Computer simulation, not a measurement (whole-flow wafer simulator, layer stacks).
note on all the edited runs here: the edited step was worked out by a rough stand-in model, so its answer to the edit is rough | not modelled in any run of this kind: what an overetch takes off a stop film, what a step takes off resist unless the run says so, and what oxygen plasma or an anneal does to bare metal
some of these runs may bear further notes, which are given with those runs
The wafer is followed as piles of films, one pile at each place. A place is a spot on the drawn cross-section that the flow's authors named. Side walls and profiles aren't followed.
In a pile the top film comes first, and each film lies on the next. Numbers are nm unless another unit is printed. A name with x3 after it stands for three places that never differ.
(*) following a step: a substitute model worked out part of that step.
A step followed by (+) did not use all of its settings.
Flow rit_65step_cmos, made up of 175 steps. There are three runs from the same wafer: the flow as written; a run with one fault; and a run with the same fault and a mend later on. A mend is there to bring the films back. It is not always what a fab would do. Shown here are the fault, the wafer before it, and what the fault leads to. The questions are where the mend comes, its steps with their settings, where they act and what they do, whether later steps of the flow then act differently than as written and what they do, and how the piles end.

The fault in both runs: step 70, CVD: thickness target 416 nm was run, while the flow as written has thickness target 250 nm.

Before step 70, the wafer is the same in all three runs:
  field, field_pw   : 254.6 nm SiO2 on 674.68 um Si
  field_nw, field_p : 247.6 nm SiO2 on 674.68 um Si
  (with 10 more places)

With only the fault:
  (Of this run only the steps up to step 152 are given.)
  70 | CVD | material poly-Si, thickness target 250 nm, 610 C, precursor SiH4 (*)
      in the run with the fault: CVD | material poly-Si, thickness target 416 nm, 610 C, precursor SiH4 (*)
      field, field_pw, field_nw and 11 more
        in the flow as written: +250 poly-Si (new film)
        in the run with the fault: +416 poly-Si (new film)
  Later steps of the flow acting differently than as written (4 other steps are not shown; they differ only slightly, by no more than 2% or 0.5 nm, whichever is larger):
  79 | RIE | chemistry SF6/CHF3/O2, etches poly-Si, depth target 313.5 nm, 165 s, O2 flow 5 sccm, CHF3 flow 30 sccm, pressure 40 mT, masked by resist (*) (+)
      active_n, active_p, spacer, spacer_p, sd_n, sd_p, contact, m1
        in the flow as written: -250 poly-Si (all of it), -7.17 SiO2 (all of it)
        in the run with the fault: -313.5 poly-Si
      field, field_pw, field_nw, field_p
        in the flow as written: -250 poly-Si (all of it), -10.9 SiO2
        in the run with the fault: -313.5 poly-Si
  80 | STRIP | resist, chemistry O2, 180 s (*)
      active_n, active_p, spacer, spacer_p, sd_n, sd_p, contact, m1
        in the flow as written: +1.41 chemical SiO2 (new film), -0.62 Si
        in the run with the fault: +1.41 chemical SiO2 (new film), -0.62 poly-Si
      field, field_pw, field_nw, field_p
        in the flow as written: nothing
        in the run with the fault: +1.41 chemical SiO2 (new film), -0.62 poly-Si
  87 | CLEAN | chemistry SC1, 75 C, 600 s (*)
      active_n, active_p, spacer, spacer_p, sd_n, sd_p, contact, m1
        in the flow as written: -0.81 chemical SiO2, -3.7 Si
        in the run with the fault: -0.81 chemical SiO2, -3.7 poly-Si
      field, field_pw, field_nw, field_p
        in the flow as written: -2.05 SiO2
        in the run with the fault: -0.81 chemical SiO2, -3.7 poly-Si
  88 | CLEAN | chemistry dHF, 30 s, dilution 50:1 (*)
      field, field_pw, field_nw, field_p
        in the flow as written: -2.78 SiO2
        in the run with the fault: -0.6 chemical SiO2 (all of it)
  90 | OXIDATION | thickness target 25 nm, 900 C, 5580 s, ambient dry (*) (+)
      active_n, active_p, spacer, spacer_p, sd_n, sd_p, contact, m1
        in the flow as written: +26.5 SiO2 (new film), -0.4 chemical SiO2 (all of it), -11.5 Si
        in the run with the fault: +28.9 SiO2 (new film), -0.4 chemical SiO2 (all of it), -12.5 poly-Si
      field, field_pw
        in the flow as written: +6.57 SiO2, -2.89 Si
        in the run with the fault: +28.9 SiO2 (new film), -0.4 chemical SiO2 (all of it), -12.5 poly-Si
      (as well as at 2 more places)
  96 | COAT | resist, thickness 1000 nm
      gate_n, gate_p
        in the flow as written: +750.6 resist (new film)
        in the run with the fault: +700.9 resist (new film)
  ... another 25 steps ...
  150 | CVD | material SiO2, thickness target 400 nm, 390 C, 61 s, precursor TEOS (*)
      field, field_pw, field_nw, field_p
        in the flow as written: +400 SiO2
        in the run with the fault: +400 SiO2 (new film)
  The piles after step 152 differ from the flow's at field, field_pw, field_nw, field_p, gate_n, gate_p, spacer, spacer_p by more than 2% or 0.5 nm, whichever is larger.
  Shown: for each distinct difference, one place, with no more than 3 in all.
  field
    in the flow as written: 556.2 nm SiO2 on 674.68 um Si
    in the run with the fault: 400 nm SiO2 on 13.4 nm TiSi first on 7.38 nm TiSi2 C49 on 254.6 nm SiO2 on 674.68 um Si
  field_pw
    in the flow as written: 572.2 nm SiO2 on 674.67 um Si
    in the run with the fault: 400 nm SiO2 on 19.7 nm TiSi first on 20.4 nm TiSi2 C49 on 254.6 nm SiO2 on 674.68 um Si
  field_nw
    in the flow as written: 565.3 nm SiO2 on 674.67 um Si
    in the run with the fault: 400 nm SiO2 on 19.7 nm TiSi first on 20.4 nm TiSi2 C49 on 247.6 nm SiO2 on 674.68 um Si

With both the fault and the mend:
  After step 71 comes the mend.
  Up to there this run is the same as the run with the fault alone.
  71a | ETCH | chemistry tmah, depth target 478.4 nm
      field, field_pw, field_nw and 11 more
        -416 poly-Si (all of it)
  71b | CLEAN | chemistry SC2, 75 C, 600 s (a further turn of the flow's step 66)
      leaves every film unchanged at each place that is followed
  71c | CVD | material poly-Si, thickness target 250 nm, 610 C, precursor SiH4 (*) (a further turn of the flow's step 70)
      field, field_pw, field_nw and 11 more
        +250 poly-Si (new film)
  Later steps of the flow that are run all act as written at every place that is followed.
  By the end, the piles equal the flow's at every place that both follow.
